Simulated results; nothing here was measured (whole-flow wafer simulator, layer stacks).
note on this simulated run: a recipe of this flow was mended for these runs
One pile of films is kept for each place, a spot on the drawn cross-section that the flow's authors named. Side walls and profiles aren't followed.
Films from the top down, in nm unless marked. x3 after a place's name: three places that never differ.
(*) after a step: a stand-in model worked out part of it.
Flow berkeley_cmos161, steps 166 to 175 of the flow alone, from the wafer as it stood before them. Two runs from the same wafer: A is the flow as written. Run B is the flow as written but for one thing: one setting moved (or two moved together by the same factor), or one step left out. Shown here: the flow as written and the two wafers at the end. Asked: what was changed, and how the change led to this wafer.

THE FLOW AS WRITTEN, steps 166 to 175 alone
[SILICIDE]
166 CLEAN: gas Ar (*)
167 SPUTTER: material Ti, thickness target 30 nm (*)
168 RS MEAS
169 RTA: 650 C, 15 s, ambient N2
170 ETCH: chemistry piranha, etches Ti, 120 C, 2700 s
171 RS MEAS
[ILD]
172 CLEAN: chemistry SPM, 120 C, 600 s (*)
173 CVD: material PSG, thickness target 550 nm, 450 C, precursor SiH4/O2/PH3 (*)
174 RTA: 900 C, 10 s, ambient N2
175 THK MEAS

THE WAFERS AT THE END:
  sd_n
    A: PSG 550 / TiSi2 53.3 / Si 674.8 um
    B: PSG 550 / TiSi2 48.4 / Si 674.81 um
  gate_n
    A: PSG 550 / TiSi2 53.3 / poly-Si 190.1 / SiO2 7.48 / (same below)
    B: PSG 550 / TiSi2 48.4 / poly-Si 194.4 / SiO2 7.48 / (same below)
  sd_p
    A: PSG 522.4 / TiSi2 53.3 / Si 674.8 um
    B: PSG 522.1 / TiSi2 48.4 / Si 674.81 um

The cause: step 167, SPUTTER: thickness target 27 nm was run, where the flow has thickness target 30 nm.

How the change led to this, step by step:
  167 SPUTTER: material Ti, thickness target 30 nm (*)
      field, sd_n, spacer_n, gate_n, sd_p, spacer_p, gate_p, contact x2: A Ti +30 (new film) | B Ti +27 (new film)
  169 RTA: 650 C, 15 s, ambient N2
      sd_n, sd_p, contact x2: A Ti -23.4, TiSi first +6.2 (new film), TiSi2 C49 +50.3 (new film), Si -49 | B Ti -21.1, TiSi first +0.4 (new film), TiSi2 C49 +53 (new film), Si -47.5
      gate_n, gate_p: A Ti -23.4, TiSi first +6.2 (new film), TiSi2 C49 +50.3 (new film), poly-Si -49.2 | B Ti -21.1, TiSi first +0.4 (new film), TiSi2 C49 +53 (new film), poly-Si -47.7
  170 ETCH: chemistry piranha, etches Ti, 120 C, 2700 s
      sd_n, gate_n, sd_p, gate_p, contact x2: A Ti -6.6 (all of it), TiSi first -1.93 | B Ti -5.94 (all of it), TiSi first -0.4 (all of it), TiSi2 C49 -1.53
      field, spacer_n, spacer_p: A Ti -30 (all of it) | B Ti -27 (all of it)
  174 RTA: 900 C, 10 s, ambient N2
      sd_n, sd_p, contact x2: A under 1 film: TiSi2 +53.3 (new film), TiSi first -4.27 (all of it), TiSi2 C49 -50.3 (all of it), Si -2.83 | B under 1 film: TiSi2 +48.4 (new film), TiSi2 C49 -51.4 (all of it)
      gate_n, gate_p: A under 1 film: TiSi2 +53.3 (new film), TiSi first -4.27 (all of it), TiSi2 C49 -50.3 (all of it), poly-Si -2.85 | B under 1 film: TiSi2 +48.4 (new film), TiSi2 C49 -51.4 (all of it)
